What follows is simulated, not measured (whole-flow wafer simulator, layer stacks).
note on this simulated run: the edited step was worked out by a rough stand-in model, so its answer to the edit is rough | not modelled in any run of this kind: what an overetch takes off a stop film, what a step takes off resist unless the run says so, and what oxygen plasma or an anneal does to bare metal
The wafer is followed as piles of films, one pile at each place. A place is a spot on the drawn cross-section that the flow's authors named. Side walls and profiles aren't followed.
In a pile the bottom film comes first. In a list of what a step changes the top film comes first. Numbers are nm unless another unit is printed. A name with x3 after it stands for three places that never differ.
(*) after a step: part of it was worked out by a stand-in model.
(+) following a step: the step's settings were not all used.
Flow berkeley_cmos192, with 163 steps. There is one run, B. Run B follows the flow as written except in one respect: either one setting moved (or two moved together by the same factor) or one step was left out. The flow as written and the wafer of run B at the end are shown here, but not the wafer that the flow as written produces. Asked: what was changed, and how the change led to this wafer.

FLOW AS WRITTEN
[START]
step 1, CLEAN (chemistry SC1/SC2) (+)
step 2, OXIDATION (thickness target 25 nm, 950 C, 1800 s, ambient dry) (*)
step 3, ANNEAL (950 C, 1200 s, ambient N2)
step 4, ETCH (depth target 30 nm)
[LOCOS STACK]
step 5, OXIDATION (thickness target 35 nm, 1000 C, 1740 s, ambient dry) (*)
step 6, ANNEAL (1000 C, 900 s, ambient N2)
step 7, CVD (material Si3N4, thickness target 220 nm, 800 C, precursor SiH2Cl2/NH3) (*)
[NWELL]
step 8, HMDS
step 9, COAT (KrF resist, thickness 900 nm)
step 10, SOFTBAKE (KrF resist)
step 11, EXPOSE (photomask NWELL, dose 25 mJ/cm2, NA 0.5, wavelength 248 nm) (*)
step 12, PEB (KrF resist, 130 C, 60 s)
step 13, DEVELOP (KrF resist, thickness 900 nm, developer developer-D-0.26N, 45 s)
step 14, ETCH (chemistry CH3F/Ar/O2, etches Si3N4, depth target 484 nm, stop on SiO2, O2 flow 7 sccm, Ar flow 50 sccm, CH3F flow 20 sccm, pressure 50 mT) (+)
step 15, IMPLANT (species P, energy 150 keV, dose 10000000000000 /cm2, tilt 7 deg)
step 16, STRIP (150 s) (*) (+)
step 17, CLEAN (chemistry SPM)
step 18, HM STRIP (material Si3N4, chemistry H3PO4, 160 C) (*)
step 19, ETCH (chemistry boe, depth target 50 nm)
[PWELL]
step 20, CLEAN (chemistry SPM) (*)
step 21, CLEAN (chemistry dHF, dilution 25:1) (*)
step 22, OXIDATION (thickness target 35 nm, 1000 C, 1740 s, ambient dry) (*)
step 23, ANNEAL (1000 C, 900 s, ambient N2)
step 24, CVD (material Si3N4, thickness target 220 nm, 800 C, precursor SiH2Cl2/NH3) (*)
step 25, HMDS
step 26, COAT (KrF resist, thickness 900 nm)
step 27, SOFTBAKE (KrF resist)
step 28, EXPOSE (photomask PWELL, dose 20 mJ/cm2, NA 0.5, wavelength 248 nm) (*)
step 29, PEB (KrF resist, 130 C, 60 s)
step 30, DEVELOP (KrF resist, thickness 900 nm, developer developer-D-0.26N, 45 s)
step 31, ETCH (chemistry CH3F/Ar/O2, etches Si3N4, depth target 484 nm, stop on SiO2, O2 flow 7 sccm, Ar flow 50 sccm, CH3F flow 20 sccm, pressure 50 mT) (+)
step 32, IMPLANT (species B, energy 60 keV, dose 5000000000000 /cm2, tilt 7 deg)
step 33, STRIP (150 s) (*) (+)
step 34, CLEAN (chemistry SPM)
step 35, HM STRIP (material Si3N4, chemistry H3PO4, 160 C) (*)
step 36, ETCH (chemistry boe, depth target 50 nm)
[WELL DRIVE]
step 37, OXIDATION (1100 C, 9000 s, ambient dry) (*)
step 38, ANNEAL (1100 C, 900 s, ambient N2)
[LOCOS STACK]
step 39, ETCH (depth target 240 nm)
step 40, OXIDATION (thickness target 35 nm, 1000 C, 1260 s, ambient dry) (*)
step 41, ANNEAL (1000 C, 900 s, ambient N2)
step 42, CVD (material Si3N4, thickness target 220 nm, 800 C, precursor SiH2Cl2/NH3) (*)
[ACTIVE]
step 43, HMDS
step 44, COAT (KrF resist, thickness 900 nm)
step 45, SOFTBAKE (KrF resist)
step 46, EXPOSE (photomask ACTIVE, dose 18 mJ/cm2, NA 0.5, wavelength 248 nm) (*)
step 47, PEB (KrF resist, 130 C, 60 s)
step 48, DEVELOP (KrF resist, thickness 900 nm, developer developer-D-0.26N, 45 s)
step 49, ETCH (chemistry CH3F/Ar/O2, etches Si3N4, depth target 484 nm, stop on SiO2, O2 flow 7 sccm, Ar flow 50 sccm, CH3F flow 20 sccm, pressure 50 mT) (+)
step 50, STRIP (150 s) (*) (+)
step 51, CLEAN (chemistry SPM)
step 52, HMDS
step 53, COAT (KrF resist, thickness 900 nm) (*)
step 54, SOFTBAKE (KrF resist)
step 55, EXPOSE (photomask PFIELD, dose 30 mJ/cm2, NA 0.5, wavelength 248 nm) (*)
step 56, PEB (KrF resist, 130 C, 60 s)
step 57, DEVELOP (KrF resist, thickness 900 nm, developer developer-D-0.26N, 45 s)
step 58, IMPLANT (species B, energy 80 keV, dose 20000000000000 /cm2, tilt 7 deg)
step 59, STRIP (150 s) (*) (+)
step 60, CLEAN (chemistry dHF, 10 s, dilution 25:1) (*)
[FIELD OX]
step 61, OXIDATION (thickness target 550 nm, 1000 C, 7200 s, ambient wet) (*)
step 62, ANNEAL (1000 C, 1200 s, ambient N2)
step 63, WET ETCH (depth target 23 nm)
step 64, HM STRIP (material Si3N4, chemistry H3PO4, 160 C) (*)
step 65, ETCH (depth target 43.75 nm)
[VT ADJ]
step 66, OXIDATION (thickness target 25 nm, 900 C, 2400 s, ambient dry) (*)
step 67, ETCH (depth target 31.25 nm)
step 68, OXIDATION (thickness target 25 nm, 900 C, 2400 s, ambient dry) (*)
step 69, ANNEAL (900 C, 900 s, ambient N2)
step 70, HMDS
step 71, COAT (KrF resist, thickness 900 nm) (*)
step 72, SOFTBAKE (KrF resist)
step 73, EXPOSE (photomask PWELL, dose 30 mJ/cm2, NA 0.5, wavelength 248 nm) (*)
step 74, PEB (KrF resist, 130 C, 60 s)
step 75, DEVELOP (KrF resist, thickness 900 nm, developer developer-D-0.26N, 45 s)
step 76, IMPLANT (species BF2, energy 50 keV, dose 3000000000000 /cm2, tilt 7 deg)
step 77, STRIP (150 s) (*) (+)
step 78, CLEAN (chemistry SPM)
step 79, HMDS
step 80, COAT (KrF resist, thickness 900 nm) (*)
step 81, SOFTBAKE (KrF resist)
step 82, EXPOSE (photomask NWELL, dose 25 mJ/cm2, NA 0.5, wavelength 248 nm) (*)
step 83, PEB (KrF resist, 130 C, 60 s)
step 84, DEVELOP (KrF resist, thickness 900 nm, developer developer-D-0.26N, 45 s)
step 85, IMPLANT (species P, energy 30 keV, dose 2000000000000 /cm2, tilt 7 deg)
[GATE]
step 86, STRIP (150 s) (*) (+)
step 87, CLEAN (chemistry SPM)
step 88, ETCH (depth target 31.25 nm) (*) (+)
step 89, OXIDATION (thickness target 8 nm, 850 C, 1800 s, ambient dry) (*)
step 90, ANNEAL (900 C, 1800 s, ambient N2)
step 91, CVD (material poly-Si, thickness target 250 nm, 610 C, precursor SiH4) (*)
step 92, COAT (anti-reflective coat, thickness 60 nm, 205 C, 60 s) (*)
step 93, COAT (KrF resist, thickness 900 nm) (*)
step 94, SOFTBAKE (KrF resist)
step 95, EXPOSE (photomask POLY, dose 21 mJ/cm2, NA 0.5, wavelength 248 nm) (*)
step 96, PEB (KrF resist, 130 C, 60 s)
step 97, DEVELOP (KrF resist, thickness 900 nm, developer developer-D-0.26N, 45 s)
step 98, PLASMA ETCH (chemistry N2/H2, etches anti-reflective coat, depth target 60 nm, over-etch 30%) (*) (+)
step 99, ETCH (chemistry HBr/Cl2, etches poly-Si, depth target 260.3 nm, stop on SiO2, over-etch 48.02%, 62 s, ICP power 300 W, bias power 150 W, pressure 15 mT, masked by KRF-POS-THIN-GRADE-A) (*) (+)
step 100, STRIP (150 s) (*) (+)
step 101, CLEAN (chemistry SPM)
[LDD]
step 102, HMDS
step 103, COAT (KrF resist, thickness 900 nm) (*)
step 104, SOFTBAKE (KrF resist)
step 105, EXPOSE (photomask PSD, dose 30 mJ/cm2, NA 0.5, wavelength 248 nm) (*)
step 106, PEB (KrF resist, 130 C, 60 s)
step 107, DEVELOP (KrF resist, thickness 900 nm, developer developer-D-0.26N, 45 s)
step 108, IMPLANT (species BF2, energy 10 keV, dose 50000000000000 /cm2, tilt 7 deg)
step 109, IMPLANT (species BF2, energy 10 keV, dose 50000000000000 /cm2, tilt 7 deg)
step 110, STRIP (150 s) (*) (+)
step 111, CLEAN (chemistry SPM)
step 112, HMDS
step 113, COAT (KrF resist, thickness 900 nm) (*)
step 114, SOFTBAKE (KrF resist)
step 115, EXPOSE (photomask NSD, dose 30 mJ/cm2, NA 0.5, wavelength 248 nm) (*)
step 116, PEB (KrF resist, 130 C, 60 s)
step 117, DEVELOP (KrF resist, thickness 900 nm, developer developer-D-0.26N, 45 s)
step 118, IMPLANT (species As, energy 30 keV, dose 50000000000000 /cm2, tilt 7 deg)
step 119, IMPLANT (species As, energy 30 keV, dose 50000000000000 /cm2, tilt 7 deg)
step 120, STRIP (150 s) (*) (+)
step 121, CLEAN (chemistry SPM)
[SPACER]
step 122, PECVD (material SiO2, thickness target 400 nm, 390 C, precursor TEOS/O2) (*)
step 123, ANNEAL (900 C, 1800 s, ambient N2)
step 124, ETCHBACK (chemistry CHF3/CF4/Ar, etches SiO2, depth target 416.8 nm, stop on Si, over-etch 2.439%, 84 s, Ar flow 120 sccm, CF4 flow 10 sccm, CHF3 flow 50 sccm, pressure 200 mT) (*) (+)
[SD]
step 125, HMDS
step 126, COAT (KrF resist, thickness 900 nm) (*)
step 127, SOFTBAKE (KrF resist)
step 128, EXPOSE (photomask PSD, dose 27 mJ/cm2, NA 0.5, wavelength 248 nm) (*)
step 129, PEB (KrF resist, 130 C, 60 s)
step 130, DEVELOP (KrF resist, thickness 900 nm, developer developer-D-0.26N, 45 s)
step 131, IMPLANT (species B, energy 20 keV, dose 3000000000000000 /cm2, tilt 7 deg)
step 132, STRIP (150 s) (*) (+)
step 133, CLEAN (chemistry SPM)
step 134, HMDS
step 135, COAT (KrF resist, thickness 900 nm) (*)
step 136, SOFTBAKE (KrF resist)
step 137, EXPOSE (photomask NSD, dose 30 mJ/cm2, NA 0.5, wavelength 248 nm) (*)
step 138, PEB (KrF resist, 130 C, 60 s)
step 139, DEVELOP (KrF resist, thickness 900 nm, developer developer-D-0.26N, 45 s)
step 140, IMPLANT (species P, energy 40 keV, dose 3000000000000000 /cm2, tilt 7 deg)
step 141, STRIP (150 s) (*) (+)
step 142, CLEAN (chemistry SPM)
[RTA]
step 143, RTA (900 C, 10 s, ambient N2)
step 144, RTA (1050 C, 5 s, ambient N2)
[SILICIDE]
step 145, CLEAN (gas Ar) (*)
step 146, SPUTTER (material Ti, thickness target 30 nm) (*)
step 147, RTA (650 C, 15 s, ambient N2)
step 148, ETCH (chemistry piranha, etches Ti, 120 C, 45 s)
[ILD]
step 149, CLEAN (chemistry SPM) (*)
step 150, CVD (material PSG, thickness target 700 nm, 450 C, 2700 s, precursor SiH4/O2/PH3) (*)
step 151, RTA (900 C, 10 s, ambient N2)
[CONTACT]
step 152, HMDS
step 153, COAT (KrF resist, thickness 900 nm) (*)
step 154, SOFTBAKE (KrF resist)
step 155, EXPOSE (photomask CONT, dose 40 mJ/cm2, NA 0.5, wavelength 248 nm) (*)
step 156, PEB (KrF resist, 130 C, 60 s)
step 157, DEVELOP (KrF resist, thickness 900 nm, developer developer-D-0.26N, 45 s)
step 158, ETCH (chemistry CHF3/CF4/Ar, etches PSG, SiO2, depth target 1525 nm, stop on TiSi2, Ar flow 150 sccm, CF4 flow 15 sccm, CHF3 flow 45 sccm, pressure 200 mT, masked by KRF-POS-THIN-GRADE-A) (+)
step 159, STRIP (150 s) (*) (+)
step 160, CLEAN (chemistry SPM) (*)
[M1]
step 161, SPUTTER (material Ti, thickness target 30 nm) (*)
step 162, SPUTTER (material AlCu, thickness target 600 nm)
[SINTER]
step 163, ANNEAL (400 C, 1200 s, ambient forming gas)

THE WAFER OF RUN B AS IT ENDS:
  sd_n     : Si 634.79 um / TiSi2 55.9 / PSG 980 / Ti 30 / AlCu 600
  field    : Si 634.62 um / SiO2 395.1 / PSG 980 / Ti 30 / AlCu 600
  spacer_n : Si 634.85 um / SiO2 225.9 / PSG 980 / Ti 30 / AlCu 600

Cause: step 150, CVD: thickness target 980 nm was run, while the flow as written has thickness target 700 nm.
The wafer itself shows it: sd_n has PSG 980, and step 150 as written asks for 700 nm.

How this came from the change, step by step:
  step 150, CVD (material PSG, thickness target 700 nm, 450 C, 2700 s, precursor SiH4/O2/PH3) (*)
      field, sd_n, spacer_n, gate, spacer_p, gate_p, contact, m1: PSG gains 980 (new film) (in the flow as written it would be: PSG gains 700 (new film))
      sd_p: PSG gains 980 (new film) (in the flow as written it would be: PSG gains 665.5 (new film))
  step 153, COAT (KrF resist, thickness 900 nm) (*)
      sd_p: KrF resist gains 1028 (new film) (in the flow as written it would be: KrF resist gains 1051.6 (new film))
  step 158, ETCH (chemistry CHF3/CF4/Ar, etches PSG, SiO2, depth target 1525 nm, stop on TiSi2, Ar flow 150 sccm, CF4 flow 15 sccm, CHF3 flow 45 sccm, pressure 200 mT, masked by KRF-POS-THIN-GRADE-A) (+)
      field, sd_n, spacer_n, gate, sd_p, spacer_p, gate_p, m1: KrF resist loses 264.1 (in the flow as written it would be: KrF resist loses 194.1)
      contact: PSG loses 980 (all of it), TiSi2 loses 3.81 (in the flow as written it would be: PSG loses 700 (all of it), TiSi2 loses 3.81)
  step 159, STRIP (150 s) (*) (+)
      field: KrF resist loses 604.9 (all of it) (in the flow as written it would be: KrF resist loses 671.6 (all of it))
      sd_n: KrF resist loses 725.2 (all of it) (in the flow as written it would be: KrF resist loses 792.3 (all of it))
      (and at 6 other places as well)
  step 161, SPUTTER (material Ti, thickness target 30 nm) (*)
      sd_p: Ti gains 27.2 (new film) (in the flow as written it would be: Ti gains 26.6 (new film))
      contact: Ti gains 18.1 (new film) (in the flow as written it would be: Ti gains 21.1 (new film))
  step 162, SPUTTER (material AlCu, thickness target 600 nm)
      sd_p: AlCu gains 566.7 (new film) (in the flow as written it would be: AlCu gains 551.2 (new film))
      contact: AlCu gains 347.7 (new film) (in the flow as written it would be: AlCu gains 410.9 (new film))
